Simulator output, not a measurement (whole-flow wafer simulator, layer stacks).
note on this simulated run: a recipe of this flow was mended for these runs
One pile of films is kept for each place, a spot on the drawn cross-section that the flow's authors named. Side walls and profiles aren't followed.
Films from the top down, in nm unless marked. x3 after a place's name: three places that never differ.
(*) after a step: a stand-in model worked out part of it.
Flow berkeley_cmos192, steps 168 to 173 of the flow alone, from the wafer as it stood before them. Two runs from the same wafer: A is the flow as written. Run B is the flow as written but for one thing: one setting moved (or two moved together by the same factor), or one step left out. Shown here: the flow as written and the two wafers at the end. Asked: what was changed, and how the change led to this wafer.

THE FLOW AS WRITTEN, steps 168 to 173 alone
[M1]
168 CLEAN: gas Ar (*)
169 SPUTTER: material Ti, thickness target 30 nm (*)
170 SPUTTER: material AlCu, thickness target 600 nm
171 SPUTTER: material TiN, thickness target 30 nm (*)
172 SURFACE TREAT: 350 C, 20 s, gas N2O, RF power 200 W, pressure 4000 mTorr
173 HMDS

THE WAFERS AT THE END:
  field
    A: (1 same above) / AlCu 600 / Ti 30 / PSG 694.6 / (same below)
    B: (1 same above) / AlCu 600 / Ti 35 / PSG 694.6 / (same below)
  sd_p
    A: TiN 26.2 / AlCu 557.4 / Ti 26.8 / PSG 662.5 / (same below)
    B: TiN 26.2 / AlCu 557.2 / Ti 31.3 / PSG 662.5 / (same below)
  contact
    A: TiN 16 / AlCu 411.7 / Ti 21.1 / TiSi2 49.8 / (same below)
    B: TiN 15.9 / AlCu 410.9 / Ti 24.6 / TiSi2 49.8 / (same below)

The cause: step 169, SPUTTER: thickness target 35 nm was run, where the flow has thickness target 30 nm.
It can be read off the wafer: field has Ti 35, and step 169 as written asks for 30 nm.

How the change led to this, step by step:
  169 SPUTTER: material Ti, thickness target 30 nm (*)
      field, sd_n, spacer_n, gate, spacer_p, gate_p, m1: A Ti +30 (new film) | B Ti +35 (new film)
      sd_p: A Ti +26.8 (new film) | B Ti +31.3 (new film)
      (and at 1 more place)
